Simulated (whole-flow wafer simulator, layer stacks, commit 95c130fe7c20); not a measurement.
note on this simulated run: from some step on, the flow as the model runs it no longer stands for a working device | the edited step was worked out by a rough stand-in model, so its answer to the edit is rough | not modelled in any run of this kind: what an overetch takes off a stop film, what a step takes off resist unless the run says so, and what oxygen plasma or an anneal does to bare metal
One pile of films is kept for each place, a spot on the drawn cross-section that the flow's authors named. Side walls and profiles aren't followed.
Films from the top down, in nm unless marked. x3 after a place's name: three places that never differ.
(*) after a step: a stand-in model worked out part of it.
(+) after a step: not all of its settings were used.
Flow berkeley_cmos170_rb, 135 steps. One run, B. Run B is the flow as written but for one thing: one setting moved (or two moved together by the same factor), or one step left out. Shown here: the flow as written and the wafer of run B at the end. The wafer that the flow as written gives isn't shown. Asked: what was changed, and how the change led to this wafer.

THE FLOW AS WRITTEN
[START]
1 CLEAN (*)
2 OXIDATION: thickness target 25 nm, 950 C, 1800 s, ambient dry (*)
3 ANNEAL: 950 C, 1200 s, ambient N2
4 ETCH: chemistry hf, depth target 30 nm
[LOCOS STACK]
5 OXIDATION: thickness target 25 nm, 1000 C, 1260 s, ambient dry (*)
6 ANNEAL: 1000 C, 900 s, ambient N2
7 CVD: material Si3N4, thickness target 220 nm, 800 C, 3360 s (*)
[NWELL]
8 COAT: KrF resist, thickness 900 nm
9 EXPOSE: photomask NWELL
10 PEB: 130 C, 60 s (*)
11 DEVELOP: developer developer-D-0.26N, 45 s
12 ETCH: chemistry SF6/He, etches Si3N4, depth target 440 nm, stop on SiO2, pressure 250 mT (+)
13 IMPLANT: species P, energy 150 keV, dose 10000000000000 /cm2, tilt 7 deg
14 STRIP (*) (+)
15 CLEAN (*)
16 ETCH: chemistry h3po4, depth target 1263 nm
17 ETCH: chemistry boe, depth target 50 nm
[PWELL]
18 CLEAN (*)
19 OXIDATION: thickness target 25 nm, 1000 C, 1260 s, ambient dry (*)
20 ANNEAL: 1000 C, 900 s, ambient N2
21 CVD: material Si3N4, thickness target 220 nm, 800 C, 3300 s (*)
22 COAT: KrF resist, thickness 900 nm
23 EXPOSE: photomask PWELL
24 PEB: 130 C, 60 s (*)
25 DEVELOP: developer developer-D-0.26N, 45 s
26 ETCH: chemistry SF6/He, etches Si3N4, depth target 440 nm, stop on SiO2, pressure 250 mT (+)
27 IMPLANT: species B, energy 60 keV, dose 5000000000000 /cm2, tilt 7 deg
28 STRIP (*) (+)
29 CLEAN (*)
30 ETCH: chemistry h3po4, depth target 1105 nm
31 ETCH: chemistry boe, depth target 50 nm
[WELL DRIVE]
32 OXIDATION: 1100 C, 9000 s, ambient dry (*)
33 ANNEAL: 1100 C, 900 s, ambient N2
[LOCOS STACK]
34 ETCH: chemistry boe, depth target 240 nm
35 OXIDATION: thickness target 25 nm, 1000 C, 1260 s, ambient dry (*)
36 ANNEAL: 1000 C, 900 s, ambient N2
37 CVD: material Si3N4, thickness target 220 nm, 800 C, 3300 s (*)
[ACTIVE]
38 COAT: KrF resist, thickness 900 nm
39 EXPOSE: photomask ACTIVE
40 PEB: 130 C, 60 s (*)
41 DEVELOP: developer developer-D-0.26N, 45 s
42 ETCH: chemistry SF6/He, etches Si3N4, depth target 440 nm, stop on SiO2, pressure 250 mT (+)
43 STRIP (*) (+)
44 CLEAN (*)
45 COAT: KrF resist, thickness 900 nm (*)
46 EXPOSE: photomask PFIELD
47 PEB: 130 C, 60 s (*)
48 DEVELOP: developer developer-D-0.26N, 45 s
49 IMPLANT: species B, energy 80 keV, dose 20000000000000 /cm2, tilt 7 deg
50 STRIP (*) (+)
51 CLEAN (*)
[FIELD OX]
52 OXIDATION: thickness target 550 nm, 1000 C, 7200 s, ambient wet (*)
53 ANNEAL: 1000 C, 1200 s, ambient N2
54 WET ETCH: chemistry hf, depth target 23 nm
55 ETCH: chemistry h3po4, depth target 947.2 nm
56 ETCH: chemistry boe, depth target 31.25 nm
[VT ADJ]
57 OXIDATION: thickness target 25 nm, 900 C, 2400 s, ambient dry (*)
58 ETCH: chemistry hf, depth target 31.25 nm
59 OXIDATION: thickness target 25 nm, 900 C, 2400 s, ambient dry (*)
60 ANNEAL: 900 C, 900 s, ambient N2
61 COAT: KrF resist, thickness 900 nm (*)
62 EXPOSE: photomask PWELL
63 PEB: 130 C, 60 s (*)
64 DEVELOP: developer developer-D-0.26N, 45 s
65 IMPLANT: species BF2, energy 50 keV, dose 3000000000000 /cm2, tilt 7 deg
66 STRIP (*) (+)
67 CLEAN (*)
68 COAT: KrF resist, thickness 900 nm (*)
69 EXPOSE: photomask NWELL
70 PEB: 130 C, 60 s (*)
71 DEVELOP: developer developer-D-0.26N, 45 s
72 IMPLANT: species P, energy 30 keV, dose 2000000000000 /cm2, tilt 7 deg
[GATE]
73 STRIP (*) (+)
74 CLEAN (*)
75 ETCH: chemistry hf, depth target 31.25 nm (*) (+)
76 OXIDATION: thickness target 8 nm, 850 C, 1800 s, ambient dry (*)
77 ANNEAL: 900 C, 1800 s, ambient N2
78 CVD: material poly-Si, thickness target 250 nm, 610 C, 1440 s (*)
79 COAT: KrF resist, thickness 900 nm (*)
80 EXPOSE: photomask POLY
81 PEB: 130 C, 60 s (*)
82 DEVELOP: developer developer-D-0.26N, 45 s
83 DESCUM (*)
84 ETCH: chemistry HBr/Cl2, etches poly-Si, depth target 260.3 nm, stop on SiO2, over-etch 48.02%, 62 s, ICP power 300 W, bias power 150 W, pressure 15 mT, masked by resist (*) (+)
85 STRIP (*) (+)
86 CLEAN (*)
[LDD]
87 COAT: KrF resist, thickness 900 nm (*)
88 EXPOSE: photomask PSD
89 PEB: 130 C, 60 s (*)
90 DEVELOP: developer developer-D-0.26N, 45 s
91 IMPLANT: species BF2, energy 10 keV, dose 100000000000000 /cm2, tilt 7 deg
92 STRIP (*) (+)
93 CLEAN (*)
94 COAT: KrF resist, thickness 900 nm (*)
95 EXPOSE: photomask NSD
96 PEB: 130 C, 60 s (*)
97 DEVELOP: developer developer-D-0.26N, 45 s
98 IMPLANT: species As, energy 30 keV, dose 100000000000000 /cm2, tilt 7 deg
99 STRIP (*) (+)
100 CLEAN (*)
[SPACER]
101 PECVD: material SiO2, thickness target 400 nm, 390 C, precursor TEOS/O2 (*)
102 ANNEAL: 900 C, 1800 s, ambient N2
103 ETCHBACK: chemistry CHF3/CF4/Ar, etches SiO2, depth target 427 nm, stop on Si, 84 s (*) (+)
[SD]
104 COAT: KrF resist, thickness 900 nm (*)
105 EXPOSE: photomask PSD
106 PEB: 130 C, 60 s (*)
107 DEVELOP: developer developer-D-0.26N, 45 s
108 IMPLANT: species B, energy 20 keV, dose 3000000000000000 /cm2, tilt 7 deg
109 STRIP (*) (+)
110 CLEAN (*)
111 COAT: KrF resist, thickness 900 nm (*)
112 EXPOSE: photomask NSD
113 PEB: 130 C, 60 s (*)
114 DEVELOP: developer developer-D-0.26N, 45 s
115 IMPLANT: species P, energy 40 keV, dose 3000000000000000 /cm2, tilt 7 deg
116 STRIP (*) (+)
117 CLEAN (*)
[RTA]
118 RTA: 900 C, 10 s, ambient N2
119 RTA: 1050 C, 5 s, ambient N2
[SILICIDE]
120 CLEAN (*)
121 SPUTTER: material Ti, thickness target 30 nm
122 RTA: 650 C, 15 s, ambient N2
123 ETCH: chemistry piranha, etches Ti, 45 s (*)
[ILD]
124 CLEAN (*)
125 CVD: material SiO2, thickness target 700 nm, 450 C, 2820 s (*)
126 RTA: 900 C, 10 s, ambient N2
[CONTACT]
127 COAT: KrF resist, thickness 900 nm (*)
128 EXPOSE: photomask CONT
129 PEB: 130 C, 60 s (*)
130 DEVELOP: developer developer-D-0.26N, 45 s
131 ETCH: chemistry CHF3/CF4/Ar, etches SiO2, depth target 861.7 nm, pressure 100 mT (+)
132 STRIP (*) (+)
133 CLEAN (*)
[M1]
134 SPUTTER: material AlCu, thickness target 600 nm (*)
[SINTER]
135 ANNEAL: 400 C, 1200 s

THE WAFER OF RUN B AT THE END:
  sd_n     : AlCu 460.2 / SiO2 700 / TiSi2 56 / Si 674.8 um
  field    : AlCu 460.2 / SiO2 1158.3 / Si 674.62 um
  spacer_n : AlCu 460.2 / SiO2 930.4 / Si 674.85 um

The cause: step 134, SPUTTER: thickness target 460.2 nm was run, where the flow has thickness target 600 nm.
It can be read off the wafer: sd_n has AlCu 460.2, and step 134 as written asks for 600 nm.

How the change led to this, step by step:
  134 SPUTTER: material AlCu, thickness target 600 nm (*)
      field, sd_n, spacer_n, gate, spacer_p, gate_p, m1: AlCu +460.2 (new film) (as written it would be: AlCu +600 (new film))
      sd_p: AlCu +413.8 (new film) (as written it would be: AlCu +545.9 (new film))
      (and at 1 more place)
